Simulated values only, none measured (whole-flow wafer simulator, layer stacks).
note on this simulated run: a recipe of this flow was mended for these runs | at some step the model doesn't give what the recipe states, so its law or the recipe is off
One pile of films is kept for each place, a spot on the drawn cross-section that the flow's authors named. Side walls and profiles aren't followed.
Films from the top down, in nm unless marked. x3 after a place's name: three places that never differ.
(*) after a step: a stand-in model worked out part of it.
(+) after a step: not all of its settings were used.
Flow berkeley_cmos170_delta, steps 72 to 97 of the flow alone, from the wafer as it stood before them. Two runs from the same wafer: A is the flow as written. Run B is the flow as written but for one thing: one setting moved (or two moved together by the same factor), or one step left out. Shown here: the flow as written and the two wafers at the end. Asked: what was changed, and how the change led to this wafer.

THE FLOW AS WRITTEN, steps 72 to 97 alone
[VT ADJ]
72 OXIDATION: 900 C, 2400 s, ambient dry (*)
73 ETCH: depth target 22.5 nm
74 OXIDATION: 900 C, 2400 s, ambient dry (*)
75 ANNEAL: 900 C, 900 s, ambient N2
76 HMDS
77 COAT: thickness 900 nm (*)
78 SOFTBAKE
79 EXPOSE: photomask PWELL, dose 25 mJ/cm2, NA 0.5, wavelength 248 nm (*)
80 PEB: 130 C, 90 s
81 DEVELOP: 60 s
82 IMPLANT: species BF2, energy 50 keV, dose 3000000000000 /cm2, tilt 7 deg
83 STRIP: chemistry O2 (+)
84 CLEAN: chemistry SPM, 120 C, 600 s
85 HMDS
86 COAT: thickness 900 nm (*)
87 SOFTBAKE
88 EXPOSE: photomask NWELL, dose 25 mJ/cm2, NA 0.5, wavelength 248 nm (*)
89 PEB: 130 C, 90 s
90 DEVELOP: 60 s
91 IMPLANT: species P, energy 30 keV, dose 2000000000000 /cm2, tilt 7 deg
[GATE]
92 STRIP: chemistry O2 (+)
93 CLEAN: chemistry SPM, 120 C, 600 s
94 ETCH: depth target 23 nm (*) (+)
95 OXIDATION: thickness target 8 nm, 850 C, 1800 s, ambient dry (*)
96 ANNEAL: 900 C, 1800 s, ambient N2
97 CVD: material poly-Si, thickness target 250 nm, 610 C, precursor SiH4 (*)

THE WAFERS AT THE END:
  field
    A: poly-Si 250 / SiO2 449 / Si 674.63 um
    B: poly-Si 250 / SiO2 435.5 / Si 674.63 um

The cause: step 73, ETCH: depth target 36 nm was run, where the flow has depth target 22.5 nm.

How the change led to this, step by step:
  73 ETCH: depth target 22.5 nm
      field: A SiO2 -22.5 | B SiO2 -36
